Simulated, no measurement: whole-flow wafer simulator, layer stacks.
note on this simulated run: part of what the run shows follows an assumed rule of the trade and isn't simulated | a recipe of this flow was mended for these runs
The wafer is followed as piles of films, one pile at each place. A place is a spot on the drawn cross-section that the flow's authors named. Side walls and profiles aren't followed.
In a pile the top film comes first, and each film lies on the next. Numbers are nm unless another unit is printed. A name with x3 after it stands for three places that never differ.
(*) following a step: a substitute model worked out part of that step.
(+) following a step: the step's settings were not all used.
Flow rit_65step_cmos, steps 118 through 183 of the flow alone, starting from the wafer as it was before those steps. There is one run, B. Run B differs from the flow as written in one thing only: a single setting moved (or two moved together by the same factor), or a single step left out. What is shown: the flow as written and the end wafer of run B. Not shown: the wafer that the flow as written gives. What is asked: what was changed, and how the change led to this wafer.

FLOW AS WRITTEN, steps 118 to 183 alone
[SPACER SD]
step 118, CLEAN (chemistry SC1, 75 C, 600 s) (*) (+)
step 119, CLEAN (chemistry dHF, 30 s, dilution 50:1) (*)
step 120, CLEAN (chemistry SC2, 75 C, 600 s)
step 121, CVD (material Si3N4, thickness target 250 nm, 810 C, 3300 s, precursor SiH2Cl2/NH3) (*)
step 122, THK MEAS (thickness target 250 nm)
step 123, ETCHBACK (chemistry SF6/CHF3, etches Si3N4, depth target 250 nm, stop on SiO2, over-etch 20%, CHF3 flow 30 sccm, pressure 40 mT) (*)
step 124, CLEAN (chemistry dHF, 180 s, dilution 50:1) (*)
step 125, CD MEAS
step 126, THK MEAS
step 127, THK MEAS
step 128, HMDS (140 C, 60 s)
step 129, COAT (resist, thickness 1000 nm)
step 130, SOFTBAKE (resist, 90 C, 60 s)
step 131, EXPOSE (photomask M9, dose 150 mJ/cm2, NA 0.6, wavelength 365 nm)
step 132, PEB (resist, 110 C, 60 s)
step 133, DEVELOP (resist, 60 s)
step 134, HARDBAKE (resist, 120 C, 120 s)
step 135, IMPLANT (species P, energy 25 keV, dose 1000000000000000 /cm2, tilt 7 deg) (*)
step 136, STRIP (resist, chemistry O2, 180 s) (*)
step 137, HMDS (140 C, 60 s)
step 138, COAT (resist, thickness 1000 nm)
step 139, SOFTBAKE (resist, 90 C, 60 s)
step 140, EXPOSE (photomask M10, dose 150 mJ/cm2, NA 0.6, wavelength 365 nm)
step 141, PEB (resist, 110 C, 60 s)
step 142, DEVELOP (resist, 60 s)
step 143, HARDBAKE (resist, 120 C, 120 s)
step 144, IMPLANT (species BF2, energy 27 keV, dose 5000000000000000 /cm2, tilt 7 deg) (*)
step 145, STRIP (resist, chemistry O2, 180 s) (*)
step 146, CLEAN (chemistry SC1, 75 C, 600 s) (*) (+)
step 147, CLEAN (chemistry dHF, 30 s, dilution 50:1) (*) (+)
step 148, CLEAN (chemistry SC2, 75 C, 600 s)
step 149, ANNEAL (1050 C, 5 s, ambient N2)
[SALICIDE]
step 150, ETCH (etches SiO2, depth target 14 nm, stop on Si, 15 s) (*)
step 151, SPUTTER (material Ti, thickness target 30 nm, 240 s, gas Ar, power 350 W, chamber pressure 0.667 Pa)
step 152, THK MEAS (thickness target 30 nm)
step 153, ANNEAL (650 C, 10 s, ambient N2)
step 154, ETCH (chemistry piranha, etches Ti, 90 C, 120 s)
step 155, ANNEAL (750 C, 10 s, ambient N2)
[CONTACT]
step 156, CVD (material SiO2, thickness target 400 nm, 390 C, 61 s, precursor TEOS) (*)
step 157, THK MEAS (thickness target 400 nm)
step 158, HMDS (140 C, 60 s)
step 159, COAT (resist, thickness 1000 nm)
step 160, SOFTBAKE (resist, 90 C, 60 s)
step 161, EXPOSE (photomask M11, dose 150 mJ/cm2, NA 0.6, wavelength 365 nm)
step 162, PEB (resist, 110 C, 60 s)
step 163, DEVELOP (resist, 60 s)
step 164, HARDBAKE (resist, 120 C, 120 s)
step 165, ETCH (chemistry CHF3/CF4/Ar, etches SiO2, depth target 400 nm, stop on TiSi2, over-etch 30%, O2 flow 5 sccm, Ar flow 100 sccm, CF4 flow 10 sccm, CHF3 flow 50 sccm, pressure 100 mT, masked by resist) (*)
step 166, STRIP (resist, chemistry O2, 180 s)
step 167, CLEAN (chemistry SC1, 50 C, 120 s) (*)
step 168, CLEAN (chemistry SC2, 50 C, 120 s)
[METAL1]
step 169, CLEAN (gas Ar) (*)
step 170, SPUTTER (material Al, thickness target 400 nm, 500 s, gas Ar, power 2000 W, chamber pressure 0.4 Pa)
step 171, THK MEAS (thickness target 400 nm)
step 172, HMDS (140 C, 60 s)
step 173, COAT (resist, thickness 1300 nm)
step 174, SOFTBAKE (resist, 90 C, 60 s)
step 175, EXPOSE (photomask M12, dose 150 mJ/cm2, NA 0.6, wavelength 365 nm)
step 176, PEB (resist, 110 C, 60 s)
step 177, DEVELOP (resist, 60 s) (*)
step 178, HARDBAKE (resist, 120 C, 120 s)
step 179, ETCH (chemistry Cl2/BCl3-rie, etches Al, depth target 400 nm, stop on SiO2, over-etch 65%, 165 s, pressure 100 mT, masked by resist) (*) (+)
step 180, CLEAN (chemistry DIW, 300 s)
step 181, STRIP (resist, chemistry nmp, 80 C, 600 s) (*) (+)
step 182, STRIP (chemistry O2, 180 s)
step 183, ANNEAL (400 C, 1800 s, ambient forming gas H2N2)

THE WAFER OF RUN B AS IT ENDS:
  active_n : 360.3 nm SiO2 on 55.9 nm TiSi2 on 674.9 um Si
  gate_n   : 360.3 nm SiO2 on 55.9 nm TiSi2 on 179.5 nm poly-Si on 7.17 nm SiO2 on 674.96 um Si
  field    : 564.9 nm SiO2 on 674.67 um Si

Cause: step 119, CLEAN: chemistry dHF, 30 s, dilution 50:1 (*), was omitted.

Step by step, how the change led to this:
  step 124, CLEAN (chemistry dHF, 180 s, dilution 50:1) (*)
      active_n, sd_n, contact, m1: SiO2 loses 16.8 (as written it would have been: SiO2 loses 12.5 (all of it))
      active_p, sd_p: SiO2 loses 16.8 (as written it would have been: SiO2 loses 12 (all of it))
      (as well as at 2 more places)
  step 136, STRIP (resist, chemistry O2, 180 s) (*)
      active_n, sd_n, contact, m1: nothing (as written it would have been: chemical SiO2 gains 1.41 (new film), Si loses 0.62)
      active_p: resist loses 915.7 (all of it) (as written it would have been: chemical SiO2 gains 1.31 (new film), resist loses 915.4 (all of it), Si loses 0.58)
      (as well as at 3 more places)
  step 146, CLEAN (chemistry SC1, 75 C, 600 s) (*) (+)
      active_n, active_p, sd_n, sd_p, contact, m1: SiO2 loses 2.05 (as written it would have been: chemical SiO2 loses 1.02, Si loses 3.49)
      gate_n, gate_p: SiO2 loses 2.05 (as written it would have been: chemical SiO2 loses 1.02, poly-Si loses 3.49)
  step 147, CLEAN (chemistry dHF, 30 s, dilution 50:1) (*) (+)
      active_n, sd_n, contact, m1: SiO2 loses 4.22 (all of it) (as written it would have been: chemical SiO2 loses 0.6 (all of it))
      active_p, sd_p: SiO2 loses 4.21 (all of it) (as written it would have been: chemical SiO2 loses 0.6 (all of it))
      (as well as at 2 more places)
